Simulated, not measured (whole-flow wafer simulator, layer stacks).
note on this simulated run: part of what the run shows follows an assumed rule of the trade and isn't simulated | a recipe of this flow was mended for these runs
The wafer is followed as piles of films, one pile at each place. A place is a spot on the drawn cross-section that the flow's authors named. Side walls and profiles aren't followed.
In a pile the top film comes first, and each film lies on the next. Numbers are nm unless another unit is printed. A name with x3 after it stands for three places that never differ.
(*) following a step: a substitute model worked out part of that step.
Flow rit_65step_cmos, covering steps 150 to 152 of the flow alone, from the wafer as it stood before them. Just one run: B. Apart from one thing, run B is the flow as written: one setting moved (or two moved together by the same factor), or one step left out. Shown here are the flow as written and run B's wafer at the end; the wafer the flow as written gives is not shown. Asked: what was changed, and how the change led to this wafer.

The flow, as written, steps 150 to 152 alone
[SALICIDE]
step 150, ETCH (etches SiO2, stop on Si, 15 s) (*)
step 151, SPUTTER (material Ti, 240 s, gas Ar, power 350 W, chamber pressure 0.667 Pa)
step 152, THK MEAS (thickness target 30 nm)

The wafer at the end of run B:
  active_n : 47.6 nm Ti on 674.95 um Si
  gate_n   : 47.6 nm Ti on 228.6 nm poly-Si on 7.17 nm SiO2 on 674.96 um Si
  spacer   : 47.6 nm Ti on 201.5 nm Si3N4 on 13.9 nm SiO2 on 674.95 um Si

What caused this: step 151, SPUTTER: 381 s was run, while the flow as written has 240 s.

Step by step, how the change led to this:
  step 151, SPUTTER (material Ti, 240 s, gas Ar, power 350 W, chamber pressure 0.667 Pa)
      field, field_pw, field_nw and 11 more: +47.6 Ti (new film) (it would be, as written: +30 Ti (new film))
